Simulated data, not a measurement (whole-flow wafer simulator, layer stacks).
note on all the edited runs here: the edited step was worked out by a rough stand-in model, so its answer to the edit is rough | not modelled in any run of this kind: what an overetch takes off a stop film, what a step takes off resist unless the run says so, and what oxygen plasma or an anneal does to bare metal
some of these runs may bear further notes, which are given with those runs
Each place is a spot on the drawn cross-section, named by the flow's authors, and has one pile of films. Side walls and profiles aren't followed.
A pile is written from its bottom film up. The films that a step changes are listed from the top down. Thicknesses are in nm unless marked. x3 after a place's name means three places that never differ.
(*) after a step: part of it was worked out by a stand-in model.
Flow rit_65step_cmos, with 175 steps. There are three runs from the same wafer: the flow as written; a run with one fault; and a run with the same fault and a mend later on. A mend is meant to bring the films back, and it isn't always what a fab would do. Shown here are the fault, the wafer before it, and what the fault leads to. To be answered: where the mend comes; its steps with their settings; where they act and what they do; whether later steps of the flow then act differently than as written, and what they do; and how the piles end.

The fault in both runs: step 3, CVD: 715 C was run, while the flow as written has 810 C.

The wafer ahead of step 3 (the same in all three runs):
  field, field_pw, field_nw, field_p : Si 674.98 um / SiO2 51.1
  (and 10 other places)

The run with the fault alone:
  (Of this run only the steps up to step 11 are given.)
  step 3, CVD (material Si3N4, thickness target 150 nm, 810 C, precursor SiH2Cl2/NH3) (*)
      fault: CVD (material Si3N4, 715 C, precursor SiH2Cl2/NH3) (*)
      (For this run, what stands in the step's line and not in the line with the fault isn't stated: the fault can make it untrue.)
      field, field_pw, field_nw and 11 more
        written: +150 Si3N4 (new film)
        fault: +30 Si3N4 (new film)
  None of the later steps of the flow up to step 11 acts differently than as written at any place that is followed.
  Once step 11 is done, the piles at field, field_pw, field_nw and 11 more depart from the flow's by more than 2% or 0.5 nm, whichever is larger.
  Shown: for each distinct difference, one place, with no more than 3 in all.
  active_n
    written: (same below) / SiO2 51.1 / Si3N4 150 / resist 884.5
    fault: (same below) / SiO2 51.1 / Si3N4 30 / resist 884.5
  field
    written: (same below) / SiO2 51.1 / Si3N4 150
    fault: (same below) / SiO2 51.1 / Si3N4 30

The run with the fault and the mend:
  After step 4 comes the mend.
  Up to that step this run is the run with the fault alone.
  step 4a, CVD (material Si3N4, thickness target 120 nm, 810 C, precursor SiH2Cl2/NH3) (*) (the flow's step 3 again, with other settings)
      field, field_pw, field_nw and 11 more
        +120 Si3N4
  None of the later steps of the flow differs from how it acts as written, at any place that is followed, by more than 2% or 0.5 nm, whichever is larger.
  At every place that both follow, the piles at the end match the flow's.
